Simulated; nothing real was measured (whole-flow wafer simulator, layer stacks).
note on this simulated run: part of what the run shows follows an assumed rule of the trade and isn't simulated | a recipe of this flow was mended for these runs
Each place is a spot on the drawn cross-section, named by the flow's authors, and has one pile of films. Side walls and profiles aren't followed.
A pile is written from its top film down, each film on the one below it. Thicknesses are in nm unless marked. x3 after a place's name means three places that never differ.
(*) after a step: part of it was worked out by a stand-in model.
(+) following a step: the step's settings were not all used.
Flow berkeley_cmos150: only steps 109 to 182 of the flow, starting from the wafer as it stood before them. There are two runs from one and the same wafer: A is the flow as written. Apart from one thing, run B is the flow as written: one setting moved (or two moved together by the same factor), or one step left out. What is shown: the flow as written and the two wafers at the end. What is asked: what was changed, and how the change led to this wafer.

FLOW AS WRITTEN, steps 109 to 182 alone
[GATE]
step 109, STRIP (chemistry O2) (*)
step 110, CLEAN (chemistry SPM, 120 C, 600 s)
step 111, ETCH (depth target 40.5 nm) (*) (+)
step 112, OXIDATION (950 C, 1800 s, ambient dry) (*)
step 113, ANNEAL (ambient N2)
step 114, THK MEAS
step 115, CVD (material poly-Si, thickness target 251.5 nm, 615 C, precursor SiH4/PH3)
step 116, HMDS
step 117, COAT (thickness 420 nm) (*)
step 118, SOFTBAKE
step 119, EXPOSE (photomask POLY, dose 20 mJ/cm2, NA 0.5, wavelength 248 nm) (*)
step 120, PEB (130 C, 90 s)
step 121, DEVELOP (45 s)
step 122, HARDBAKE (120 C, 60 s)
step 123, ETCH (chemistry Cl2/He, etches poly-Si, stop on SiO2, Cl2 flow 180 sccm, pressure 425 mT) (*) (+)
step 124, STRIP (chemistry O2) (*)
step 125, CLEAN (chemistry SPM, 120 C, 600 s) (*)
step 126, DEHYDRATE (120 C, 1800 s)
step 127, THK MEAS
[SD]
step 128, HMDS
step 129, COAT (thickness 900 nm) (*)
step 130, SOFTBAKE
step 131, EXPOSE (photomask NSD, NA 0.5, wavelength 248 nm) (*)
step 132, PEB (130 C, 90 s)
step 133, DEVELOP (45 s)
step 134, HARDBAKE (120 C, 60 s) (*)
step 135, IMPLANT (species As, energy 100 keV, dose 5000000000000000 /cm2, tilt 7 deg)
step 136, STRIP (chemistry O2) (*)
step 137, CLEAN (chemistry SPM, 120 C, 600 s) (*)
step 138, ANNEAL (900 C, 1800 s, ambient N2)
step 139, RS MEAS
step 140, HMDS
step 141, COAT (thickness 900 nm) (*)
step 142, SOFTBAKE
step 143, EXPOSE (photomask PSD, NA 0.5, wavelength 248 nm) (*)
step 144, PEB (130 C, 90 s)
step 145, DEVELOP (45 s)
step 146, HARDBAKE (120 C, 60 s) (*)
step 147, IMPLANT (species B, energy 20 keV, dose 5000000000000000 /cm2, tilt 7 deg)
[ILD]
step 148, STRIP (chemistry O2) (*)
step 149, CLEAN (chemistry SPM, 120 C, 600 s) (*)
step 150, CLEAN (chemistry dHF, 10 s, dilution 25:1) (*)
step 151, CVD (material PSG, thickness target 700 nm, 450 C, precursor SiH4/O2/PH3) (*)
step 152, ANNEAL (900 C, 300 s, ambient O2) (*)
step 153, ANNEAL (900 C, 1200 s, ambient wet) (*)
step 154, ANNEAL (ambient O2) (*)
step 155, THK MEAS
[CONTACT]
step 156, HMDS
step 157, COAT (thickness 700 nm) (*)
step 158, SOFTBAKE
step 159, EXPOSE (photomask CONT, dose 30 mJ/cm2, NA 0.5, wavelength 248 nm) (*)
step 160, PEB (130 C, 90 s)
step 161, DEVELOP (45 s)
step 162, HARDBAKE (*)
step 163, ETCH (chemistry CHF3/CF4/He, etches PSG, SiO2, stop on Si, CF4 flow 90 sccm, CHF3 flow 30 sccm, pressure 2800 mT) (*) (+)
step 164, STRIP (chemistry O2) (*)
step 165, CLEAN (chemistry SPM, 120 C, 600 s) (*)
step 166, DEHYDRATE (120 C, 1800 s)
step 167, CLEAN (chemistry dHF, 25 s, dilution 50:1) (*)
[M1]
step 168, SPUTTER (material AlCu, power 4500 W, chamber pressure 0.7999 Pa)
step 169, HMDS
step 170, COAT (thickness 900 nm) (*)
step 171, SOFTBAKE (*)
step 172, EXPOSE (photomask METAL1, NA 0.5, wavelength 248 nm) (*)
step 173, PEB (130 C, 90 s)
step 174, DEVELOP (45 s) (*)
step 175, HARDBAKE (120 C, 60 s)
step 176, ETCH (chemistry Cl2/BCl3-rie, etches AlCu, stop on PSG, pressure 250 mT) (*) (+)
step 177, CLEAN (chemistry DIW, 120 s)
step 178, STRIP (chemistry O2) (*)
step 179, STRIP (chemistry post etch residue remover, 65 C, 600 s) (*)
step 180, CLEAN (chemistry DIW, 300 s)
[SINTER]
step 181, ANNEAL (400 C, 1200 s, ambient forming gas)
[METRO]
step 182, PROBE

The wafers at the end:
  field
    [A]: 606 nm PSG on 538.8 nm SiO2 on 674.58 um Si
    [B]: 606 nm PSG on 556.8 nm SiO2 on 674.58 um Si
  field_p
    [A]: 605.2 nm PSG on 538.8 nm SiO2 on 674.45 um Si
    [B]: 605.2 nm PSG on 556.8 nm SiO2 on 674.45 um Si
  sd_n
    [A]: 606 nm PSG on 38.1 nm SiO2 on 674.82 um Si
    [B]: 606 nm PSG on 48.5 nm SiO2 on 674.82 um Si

The reason: step 111, ETCH: depth target 22.28 nm was run, while the flow as written has depth target 40.5 nm.

Step by step, how the change led to this:
  step 111, ETCH (depth target 40.5 nm) (*) (+)
      sd_n: A SiO2 loses 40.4 (all of it) | B SiO2 loses 22.3
      field, field_p: A SiO2 loses 40.5 | B SiO2 loses 22.3
  step 112, OXIDATION (950 C, 1800 s, ambient dry) (*)
      sd_n: A SiO2 gains 20.4 (new film), Si loses 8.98 | B SiO2 gains 12.9, Si loses 5.69
  step 124, STRIP (chemistry O2) (*)
      gate_n: A chemical SiO2 gains 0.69 (new film), KrF-resist loses 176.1 (all of it), poly-Si loses 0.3 | B chemical SiO2 gains 0.69 (new film), KrF-resist loses 183.5 (all of it), poly-Si loses 0.3
  step 164, STRIP (chemistry O2) (*)
      gate_n: A KrF-resist loses 331.2 (all of it) | B KrF-resist loses 338.8 (all of it)
  step 176, ETCH (chemistry Cl2/BCl3-rie, etches AlCu, stop on PSG, pressure 250 mT) (*) (+)
      gate_p: A AlCu loses 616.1 (all of it), PSG loses 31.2 | B AlCu loses 608.3 (all of it), PSG loses 32.2
  step 178, STRIP (chemistry O2) (*)
      m1: A thick-KrF-resist loses 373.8 (all of it) | B thick-KrF-resist loses 382.3 (all of it)
